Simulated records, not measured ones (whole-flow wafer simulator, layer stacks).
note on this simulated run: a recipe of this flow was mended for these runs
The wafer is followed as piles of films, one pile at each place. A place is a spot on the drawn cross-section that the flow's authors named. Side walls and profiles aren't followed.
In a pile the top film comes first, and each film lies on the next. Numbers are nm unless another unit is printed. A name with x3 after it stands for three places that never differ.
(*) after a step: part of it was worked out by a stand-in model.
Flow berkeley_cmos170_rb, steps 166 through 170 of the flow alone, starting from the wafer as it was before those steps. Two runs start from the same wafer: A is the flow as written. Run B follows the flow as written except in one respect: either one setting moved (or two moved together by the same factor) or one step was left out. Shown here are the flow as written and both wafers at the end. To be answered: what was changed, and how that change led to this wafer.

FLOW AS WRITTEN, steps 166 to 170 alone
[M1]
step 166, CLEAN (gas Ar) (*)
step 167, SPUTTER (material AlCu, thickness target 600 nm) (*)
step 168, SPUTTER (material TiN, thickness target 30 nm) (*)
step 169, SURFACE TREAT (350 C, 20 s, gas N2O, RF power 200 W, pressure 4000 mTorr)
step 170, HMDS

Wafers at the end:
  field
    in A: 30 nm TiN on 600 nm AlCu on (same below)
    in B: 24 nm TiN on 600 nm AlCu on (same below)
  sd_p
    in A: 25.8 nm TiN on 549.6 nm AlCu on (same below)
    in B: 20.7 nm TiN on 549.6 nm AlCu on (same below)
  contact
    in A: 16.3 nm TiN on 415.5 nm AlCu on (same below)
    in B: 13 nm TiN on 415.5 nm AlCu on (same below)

What caused this: step 168, SPUTTER: thickness target 24 nm was run, whereas the flow has thickness target 30 nm.
The wafer itself shows it: field has TiN 24, and step 168 as written asks for 30 nm.

The path from the change to this, step by step:
  step 168, SPUTTER (material TiN, thickness target 30 nm) (*)
      field, sd_n, spacer_n, gate, spacer_p, gate_p, m1: A +30 TiN (new film) | B +24 TiN (new film)
      sd_p: A +25.8 TiN (new film) | B +20.7 TiN (new film)
      (as well as at 1 more place)
